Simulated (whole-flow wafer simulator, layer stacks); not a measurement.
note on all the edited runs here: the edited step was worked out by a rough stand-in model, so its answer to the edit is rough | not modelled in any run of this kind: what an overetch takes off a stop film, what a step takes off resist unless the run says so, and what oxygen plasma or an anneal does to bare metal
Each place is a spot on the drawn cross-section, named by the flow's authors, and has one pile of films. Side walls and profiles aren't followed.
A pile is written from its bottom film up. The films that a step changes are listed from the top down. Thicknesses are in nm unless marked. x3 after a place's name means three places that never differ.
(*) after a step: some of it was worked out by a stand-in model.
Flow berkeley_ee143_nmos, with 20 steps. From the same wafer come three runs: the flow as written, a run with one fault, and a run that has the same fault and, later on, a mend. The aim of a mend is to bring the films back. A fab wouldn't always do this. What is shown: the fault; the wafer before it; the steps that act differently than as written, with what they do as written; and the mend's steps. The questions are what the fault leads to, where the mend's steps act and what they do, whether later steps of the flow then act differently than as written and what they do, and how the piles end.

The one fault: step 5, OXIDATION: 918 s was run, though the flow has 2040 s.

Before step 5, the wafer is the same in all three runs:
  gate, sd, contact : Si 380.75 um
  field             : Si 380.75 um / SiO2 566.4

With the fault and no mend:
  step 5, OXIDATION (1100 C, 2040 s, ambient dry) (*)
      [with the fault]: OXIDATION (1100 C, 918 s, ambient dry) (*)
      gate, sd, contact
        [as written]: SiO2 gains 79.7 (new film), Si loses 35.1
        [with the fault]: SiO2 gains 49.7 (new film), Si loses 21.9
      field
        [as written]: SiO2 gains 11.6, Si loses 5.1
        [with the fault]: SiO2 gains 5.26, Si loses 2.31
  Later steps of the flow acting differently than as written (not shown: 1 more step that differs only slightly, by at most 2% or 0.5 nm, whichever is larger):
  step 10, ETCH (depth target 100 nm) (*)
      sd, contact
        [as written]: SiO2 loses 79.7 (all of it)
        [with the fault]: SiO2 loses 49.7 (all of it)
  At gate, the piles at the end differ from the flow's by more than 2% or 0.5 nm, whichever is larger.
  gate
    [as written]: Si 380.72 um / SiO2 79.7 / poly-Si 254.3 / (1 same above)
    [with the fault]: Si 380.73 um / SiO2 49.7 / poly-Si 254.3 / (1 same above)

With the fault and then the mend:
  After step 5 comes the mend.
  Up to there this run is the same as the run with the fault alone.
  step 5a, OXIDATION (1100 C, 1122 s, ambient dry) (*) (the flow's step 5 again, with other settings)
      gate, sd, contact
        SiO2 gains 30.1, Si loses 13.2
      field
        SiO2 gains 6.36, Si loses 2.8
  Every later step of the flow that is run acts as written, at every place that is followed, to within 2% or 0.5 nm, whichever is larger.
  At the end the piles are close to the flow's at the places that both follow, differing by at most 2% or 0.5 nm, whichever is larger.
